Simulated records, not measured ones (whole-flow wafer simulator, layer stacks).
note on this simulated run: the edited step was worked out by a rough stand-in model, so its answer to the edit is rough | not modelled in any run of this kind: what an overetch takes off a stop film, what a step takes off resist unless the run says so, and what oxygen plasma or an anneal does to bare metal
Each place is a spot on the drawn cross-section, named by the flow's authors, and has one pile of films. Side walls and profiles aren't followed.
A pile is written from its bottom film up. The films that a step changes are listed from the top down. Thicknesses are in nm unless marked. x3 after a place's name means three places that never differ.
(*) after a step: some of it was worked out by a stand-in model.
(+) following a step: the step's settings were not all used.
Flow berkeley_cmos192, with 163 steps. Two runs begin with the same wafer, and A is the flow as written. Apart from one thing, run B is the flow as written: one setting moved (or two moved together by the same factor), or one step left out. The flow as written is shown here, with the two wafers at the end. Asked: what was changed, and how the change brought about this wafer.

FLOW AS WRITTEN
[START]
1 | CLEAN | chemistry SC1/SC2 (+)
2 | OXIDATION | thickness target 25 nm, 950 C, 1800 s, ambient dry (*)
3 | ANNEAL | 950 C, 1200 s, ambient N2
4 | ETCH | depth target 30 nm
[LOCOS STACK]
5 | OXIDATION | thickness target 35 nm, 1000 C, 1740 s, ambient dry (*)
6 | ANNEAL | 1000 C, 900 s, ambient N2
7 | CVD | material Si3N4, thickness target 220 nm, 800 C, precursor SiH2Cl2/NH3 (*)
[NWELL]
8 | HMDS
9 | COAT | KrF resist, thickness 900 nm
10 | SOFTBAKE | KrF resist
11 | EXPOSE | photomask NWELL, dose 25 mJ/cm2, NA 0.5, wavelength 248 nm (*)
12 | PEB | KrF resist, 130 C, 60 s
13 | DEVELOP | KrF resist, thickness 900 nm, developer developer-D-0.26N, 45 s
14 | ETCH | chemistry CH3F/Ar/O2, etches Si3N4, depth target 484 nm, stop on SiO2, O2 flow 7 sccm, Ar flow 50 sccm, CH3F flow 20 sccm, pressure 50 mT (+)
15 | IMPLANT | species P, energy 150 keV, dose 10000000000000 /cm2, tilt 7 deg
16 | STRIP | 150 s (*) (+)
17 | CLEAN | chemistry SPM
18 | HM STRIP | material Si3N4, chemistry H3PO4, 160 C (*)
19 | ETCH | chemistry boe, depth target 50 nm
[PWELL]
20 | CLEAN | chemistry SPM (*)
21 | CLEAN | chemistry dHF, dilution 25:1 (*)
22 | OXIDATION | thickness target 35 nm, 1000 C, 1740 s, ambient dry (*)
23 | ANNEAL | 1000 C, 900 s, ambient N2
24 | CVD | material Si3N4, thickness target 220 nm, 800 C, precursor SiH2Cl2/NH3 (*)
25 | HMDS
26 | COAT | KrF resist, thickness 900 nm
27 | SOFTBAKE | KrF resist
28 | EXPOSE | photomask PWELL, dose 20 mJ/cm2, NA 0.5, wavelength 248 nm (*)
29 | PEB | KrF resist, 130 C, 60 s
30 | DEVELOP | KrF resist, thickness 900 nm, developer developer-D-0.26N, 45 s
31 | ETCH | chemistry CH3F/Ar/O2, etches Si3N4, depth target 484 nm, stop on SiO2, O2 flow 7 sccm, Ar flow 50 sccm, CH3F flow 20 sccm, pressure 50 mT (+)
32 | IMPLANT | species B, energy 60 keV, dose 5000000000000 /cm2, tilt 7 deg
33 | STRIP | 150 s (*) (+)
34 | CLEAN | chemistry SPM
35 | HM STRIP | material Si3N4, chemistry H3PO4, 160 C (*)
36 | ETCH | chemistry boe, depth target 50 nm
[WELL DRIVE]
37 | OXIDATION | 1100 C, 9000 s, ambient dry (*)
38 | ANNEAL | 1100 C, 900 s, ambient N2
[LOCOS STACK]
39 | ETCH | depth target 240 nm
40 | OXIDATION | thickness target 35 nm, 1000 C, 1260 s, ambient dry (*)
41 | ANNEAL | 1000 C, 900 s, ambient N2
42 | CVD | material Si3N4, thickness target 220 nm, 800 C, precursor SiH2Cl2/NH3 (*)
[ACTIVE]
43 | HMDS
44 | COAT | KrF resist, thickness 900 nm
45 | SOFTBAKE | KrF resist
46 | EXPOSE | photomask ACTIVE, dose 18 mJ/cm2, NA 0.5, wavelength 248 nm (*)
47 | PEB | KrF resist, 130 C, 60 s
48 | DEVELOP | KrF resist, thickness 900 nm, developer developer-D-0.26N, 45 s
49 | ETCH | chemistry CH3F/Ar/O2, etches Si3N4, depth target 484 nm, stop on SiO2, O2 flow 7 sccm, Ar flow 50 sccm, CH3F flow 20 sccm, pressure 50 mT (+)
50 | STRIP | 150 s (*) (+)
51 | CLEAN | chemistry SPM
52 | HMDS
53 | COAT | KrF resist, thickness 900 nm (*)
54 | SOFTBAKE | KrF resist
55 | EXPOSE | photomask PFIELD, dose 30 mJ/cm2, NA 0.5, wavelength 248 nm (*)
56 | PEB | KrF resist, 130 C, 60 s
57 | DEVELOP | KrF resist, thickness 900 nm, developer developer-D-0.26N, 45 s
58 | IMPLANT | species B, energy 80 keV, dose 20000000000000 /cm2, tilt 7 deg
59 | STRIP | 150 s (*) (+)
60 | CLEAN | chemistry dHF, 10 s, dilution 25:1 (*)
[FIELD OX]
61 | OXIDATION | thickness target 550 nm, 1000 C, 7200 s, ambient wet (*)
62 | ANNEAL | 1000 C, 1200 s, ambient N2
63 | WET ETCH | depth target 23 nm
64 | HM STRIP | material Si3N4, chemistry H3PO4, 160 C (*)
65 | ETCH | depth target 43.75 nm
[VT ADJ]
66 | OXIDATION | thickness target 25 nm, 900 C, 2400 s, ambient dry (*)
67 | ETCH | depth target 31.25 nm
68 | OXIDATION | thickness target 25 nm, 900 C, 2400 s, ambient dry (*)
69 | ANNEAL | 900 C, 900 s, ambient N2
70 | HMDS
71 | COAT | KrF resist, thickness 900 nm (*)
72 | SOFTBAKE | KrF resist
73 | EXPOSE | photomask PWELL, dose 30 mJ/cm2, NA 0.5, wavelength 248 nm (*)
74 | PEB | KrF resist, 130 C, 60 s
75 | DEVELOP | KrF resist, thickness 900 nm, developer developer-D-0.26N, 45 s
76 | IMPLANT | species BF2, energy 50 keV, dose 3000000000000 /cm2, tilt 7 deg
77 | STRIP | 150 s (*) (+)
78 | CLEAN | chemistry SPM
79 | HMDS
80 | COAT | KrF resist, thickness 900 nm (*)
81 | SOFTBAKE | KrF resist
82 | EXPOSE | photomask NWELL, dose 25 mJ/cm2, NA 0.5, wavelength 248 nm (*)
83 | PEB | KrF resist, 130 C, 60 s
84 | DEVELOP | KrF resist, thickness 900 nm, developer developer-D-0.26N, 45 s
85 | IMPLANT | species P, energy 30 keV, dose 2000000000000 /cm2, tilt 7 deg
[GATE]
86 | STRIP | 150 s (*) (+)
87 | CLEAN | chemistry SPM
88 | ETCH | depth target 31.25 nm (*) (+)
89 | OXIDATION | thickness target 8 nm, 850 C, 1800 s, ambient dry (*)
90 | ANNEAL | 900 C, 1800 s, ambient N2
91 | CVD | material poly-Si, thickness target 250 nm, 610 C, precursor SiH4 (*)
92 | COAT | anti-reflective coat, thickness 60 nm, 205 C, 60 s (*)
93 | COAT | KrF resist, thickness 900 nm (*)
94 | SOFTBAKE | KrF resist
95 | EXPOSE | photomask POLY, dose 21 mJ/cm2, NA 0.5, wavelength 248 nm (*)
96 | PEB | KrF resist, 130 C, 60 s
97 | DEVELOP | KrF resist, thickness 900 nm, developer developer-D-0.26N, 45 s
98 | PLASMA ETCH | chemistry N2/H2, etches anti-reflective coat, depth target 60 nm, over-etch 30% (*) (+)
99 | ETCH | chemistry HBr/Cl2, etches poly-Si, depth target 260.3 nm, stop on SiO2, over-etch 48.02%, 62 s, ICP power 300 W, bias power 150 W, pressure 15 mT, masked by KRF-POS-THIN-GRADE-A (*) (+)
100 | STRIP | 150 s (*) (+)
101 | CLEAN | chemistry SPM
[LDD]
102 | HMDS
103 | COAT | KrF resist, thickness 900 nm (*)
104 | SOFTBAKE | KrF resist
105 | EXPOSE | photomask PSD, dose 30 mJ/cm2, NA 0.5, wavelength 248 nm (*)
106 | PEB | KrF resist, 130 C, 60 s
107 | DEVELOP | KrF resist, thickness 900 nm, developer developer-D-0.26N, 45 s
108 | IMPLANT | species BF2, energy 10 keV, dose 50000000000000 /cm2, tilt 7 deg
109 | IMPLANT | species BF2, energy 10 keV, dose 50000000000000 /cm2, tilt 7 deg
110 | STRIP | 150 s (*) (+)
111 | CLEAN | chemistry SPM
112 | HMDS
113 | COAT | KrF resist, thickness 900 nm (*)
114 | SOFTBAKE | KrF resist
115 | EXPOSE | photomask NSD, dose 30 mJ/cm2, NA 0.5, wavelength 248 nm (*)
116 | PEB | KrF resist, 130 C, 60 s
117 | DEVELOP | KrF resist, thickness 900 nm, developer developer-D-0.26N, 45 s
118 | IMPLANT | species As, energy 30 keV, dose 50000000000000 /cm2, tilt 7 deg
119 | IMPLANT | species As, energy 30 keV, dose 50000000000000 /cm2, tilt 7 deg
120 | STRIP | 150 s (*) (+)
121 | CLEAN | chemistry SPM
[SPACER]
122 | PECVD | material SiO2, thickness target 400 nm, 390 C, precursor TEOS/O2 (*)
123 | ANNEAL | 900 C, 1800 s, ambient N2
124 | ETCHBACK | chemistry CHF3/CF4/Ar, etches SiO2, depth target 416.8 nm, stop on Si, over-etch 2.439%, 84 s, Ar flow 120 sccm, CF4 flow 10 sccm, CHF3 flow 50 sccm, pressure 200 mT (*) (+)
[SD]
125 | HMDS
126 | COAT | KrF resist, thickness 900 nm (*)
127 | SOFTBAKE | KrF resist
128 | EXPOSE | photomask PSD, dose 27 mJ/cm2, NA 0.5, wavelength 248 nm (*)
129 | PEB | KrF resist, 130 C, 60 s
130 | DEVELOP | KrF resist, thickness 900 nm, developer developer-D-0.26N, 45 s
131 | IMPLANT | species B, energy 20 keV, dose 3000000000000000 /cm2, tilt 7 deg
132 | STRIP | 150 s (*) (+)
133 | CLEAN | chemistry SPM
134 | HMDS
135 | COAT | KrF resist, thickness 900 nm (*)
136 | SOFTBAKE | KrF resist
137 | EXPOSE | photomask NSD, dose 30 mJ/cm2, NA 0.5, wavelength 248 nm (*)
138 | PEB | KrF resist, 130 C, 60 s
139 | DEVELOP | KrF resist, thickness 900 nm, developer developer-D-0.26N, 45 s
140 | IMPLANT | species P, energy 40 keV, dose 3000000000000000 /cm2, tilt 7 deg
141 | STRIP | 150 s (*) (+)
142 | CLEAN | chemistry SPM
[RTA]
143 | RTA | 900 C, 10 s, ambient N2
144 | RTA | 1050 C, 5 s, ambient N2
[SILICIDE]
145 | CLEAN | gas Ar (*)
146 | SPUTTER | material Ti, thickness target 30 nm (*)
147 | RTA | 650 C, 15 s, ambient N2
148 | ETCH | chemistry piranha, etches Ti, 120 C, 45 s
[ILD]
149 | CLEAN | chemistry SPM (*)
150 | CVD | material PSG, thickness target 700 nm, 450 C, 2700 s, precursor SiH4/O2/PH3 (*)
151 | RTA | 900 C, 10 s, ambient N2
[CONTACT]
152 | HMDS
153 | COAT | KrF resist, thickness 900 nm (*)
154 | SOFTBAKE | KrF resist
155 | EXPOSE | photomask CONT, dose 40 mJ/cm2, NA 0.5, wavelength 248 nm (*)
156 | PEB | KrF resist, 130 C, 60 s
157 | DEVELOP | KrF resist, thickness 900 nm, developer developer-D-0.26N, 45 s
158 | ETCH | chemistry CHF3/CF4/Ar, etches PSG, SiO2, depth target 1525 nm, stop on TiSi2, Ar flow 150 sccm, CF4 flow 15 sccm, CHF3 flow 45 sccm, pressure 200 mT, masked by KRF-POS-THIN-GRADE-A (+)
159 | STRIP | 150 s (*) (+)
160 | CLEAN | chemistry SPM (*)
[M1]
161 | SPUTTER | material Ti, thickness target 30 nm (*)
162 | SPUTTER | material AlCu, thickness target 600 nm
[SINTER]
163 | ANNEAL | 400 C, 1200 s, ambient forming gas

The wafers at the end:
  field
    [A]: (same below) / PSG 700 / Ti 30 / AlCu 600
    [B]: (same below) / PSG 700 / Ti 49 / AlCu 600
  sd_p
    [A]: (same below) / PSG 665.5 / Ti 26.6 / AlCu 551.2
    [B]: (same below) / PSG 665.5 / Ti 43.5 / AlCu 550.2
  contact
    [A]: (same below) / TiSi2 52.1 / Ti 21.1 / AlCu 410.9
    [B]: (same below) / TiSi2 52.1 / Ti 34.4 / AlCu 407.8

Cause: step 161, SPUTTER: thickness target 49 nm was run, whereas the flow has thickness target 30 nm.
The wafer lets one read it off: field has Ti 49, and step 161 as written asks for 30 nm.

The path from the change to this, step by step:
  161 | SPUTTER | material Ti, thickness target 30 nm (*)
      field, sd_n, spacer_n, gate, spacer_p, gate_p, m1: A +30 Ti (new film) | B +49 Ti (new film)
      sd_p: A +26.6 Ti (new film) | B +43.5 Ti (new film)
      (also at 1 further place)
